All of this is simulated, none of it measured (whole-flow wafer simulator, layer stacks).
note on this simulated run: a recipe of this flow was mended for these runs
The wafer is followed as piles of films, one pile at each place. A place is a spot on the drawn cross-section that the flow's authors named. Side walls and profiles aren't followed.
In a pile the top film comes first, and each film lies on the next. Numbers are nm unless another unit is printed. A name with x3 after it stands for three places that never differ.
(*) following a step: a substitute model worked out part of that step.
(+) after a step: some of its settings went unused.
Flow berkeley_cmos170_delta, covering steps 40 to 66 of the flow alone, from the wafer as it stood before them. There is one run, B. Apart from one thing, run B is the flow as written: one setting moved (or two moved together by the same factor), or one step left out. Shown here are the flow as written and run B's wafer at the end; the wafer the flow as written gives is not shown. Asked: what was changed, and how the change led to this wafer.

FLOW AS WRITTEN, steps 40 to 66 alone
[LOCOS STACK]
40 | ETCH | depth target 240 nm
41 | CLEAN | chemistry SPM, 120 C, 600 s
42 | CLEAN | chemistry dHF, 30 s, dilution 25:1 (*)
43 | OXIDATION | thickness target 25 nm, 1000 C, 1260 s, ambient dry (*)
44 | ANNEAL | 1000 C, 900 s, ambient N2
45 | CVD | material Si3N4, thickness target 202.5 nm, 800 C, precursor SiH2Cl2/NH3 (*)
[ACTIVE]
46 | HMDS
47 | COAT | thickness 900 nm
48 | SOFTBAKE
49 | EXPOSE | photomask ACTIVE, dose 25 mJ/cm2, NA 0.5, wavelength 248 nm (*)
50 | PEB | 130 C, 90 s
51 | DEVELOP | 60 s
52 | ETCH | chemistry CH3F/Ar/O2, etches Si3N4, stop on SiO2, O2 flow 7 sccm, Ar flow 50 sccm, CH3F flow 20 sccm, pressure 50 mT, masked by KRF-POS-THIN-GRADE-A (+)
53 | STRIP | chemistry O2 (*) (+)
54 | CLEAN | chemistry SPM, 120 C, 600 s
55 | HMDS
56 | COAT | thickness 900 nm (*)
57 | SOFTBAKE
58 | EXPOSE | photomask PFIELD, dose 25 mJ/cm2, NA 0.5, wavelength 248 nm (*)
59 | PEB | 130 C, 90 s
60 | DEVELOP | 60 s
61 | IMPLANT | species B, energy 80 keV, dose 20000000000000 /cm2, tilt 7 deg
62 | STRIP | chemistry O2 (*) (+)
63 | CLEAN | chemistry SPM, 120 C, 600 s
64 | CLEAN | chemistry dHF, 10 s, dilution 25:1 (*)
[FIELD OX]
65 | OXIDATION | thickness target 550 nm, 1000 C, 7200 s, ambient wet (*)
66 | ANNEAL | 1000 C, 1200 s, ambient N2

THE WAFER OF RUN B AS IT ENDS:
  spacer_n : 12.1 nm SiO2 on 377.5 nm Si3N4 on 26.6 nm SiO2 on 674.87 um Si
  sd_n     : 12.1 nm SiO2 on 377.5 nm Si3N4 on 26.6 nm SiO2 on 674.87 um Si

The reason: step 45, CVD: thickness target 384.8 nm was run, whereas the flow has thickness target 202.5 nm.

The path from the change to this, step by step:
  45 | CVD | material Si3N4, thickness target 202.5 nm, 800 C, precursor SiH2Cl2/NH3 (*)
      field, sd_n, spacer_n and 6 more: Si3N4 gains 384.8 (new film) (it would be, as written: Si3N4 gains 202.5 (new film))
  52 | ETCH | chemistry CH3F/Ar/O2, etches Si3N4, stop on SiO2, O2 flow 7 sccm, Ar flow 50 sccm, CH3F flow 20 sccm, pressure 50 mT, masked by KRF-POS-THIN-GRADE-A (+)
      sd_n, spacer_n, gate, sd_p, spacer_p, gate_p, contact, m1: KrF-resist loses 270 (it would be, as written: KrF-resist loses 148.5)
      field: Si3N4 loses 384.8 (all of it), SiO2 loses 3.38 (it would be, as written: Si3N4 loses 202.5 (all of it), SiO2 loses 3.38)
  53 | STRIP | chemistry O2 (*) (+)
      sd_n, spacer_n, gate, sd_p, spacer_p, gate_p, contact, m1: KrF-resist loses 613 (all of it) (it would be, as written: KrF-resist loses 734.6 (all of it))
  56 | COAT | thickness 900 nm (*)
      field: KrF-resist gains 1008.5 (new film) (it would be, as written: KrF-resist gains 956.4 (new film))
      sd_n: KrF-resist gains 702.6 (new film) (it would be, as written: KrF-resist gains 794.3 (new film))
      (also at 7 further places)
  60 | DEVELOP | 60 s
      field: KrF-resist loses 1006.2 (all of it) (it would be, as written: KrF-resist loses 954.2 (all of it))
  62 | STRIP | chemistry O2 (*) (+)
      sd_n: KrF-resist loses 686.2 (all of it) (it would be, as written: KrF-resist loses 777.7 (all of it))
      spacer_n: KrF-resist loses 746.4 (all of it) (it would be, as written: KrF-resist loses 807.8 (all of it))
      (also at 6 further places)
  65 | OXIDATION | thickness target 550 nm, 1000 C, 7200 s, ambient wet (*)
      sd_n, sd_p: SiO2 gains 12.1 (new film), Si3N4 loses 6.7 (it would be, as written: SiO2 gains 12.1 (new film), Si3N4 loses 6.7, SiO2 gains 0.15, Si loses 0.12)
